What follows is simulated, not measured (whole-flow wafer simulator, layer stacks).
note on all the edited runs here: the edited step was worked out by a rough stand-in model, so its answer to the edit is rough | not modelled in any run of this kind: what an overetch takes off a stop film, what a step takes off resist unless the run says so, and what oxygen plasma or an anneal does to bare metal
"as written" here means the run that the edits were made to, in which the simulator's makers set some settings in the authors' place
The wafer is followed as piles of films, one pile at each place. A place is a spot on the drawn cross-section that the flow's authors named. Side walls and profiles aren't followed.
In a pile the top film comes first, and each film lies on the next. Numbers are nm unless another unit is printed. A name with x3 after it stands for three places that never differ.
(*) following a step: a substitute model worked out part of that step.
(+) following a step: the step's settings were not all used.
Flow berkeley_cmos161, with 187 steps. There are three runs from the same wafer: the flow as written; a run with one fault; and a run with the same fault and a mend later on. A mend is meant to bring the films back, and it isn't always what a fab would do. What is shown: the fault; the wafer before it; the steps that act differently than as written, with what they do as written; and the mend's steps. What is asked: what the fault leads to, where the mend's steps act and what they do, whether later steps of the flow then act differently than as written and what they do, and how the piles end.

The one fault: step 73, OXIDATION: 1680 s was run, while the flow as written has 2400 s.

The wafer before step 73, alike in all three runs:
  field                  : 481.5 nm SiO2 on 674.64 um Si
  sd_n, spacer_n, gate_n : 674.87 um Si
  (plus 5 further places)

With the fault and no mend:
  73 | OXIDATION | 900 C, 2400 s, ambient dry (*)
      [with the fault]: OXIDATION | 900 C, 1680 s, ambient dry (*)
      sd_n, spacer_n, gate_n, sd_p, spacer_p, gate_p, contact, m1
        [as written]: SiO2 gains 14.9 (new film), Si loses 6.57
        [with the fault]: SiO2 gains 11.9 (new film), Si loses 5.25
  Later steps of the flow acting differently than as written (49 more steps, not shown, differ only slightly: by at most 2% or 0.5 nm, whichever is larger):
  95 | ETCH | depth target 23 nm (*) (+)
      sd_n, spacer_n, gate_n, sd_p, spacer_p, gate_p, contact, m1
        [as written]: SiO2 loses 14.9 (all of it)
        [with the fault]: SiO2 loses 11.9 (all of it)
  The piles end only slightly different from the flow's at the places that both follow, by no more than 2% or 0.5 nm, whichever is larger.

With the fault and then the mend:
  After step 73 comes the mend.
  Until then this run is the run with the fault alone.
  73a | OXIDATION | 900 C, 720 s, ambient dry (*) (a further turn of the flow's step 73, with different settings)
      sd_n, spacer_n, gate_n, sd_p, spacer_p, gate_p, contact, m1
        SiO2 gains 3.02, Si loses 1.33
      field
        SiO2 gains 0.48, Si loses 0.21
  Later steps of the flow that are run all act as written at every place that is followed.
  At every place that both follow, the piles at the end match the flow's.
